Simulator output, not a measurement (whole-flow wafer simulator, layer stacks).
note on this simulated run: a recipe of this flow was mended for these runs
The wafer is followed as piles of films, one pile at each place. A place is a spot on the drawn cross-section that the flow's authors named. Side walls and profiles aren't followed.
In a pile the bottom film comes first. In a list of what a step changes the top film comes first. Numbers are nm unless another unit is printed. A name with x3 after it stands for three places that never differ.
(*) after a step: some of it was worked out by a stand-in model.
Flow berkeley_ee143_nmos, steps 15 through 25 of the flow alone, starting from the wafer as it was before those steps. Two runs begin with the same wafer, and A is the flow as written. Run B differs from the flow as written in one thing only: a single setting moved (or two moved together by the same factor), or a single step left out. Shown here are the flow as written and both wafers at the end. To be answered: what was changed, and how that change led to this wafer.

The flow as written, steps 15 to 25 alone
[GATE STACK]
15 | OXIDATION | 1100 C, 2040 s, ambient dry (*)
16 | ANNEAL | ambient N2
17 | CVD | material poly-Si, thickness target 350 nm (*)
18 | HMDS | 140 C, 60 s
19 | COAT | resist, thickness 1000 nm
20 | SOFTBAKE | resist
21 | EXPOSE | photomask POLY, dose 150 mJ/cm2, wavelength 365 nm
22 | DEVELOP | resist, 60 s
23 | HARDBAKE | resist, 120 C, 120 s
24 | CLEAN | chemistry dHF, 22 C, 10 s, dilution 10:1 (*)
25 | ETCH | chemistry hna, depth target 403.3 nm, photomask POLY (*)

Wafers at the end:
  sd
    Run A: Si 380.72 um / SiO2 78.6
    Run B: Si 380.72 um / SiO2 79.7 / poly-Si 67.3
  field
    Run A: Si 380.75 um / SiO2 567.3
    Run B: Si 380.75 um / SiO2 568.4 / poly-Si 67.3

Cause: step 25, ETCH: depth target 282.7 nm was run, though the flow has depth target 403.3 nm.

Step by step, how the change led to this:
  25 | ETCH | chemistry hna, depth target 403.3 nm, photomask POLY (*)
      sd, contact, field: A poly-Si loses 350 (all of it), SiO2 loses 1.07 | B poly-Si loses 282.7
